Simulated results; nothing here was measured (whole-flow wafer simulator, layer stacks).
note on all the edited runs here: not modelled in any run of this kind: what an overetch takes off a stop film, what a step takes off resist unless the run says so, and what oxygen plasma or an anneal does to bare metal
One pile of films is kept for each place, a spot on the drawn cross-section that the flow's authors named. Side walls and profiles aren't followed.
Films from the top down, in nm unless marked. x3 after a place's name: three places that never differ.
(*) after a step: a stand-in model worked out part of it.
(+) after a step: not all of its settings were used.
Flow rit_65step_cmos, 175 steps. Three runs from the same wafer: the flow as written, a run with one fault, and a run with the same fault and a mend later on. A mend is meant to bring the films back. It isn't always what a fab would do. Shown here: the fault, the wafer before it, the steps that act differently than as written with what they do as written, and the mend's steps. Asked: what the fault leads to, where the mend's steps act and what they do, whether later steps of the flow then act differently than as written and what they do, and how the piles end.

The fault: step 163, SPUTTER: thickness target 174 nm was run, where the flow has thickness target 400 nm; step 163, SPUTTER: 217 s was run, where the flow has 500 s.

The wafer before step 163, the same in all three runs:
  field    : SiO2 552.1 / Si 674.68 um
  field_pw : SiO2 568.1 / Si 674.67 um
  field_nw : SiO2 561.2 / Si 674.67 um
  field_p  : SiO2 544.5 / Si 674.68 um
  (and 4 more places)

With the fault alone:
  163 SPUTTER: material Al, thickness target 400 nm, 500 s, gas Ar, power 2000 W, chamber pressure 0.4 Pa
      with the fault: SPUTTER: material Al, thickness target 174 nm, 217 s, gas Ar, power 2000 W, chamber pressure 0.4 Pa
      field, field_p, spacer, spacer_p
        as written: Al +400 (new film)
        with the fault: Al +174 (new film)
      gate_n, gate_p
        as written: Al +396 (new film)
        with the fault: Al +174 (new film)
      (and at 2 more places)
  Later steps of the flow that act differently than as written (3 more steps differ only slightly, by at most 2% or 0.5 nm, whichever is larger, and aren't shown):
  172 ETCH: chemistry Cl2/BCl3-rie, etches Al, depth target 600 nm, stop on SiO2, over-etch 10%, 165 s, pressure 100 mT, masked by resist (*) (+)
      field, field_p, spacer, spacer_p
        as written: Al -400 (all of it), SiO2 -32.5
        with the fault: Al -174 (all of it), SiO2 -60.8
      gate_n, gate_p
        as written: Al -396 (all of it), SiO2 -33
        with the fault: Al -174 (all of it), SiO2 -60.8
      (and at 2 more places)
  At the end the piles differ from the flow's by more than 2% or 0.5 nm, whichever is larger, at field, field_pw, field_nw, field_p, gate_n, gate_p, spacer, spacer_p.
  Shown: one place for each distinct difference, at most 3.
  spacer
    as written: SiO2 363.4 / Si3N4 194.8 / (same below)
    with the fault: SiO2 335.2 / Si3N4 194.8 / (same below)
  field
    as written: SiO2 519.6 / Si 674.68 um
    with the fault: SiO2 491.4 / Si 674.68 um
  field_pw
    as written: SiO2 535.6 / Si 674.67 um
    with the fault: SiO2 507.4 / Si 674.67 um

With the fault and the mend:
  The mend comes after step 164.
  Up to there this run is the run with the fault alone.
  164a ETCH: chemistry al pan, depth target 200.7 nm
      field, field_p, gate_n, gate_p, spacer, spacer_p
        Al -174 (all of it)
      field_pw, field_nw
        Al -173.9 (all of it)
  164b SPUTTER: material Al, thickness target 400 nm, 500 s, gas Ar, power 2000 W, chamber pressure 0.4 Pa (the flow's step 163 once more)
      field, field_pw, field_p, spacer, spacer_p
        Al +400 (new film)
      gate_n, gate_p
        Al +396 (new film)
      field_nw
        Al +397.2 (new film)
  No later step of the flow acts differently than as written at any place that is followed.
  At the end the piles are the same as the flow's at every place that both follow.
